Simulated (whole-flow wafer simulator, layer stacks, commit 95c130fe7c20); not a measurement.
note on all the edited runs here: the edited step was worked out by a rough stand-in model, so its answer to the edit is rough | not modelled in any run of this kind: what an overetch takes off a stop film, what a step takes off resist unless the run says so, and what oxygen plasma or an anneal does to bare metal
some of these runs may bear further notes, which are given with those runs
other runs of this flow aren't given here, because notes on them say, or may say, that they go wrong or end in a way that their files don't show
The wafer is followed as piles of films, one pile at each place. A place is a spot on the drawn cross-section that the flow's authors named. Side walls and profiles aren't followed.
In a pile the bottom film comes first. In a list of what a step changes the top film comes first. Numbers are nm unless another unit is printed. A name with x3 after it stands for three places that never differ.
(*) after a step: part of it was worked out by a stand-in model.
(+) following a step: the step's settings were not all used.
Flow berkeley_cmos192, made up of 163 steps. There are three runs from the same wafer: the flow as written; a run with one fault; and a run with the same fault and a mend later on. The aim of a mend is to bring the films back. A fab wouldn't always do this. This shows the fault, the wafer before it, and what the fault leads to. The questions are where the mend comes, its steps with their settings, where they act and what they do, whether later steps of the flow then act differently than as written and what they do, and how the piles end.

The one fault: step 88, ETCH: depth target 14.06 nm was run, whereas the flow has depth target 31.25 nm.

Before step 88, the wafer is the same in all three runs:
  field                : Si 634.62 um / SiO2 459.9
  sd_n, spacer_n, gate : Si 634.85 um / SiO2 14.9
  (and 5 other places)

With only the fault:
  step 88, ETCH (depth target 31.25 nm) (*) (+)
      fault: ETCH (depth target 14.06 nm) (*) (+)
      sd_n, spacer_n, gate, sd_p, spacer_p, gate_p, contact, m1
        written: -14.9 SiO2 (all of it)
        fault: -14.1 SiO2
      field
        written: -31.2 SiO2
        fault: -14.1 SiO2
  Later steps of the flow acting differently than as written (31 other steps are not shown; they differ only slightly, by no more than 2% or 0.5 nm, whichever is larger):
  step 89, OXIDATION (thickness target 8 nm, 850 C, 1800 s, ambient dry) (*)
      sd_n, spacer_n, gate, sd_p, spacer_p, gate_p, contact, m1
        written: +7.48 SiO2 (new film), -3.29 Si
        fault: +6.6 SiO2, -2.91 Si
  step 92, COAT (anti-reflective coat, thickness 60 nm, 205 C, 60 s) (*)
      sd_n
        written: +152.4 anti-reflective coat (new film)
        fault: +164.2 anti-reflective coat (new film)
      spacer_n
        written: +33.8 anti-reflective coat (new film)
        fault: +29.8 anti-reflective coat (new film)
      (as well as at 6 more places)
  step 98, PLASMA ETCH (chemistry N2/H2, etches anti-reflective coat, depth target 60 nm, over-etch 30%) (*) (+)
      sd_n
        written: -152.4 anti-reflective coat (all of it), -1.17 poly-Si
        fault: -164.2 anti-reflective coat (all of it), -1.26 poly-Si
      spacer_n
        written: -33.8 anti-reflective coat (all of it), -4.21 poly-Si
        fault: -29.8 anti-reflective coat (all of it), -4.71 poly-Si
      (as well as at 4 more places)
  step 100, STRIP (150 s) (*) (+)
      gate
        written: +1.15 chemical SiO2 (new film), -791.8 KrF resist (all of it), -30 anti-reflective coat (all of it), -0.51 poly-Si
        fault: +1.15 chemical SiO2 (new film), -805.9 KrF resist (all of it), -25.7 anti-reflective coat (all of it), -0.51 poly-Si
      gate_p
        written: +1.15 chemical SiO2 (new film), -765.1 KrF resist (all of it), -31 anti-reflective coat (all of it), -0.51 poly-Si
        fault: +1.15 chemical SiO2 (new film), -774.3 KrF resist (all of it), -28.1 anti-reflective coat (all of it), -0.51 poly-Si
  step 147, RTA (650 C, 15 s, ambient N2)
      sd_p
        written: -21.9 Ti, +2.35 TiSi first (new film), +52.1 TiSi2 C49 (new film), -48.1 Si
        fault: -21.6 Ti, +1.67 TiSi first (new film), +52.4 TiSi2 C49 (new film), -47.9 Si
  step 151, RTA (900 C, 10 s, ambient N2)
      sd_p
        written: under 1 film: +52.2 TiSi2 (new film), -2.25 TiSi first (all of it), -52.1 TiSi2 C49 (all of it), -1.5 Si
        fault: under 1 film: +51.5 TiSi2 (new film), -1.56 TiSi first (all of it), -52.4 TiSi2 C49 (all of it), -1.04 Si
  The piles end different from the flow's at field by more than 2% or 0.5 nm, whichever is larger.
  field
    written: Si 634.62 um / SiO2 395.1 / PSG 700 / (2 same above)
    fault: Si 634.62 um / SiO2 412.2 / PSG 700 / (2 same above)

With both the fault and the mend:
  The mend follows step 88.
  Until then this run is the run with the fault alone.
  step 88a, ETCH (depth target 17.19 nm) (*) (+) (the flow's step 88, run once more with other settings)
      sd_n, spacer_n, gate, sd_p, spacer_p, gate_p, contact, m1
        -0.88 SiO2 (all of it)
      field
        -17.2 SiO2
  Every later step of the flow that is run acts as written, at every place that is followed, to within 2% or 0.5 nm, whichever is larger.
  At every place that both follow, the piles at the end match the flow's.
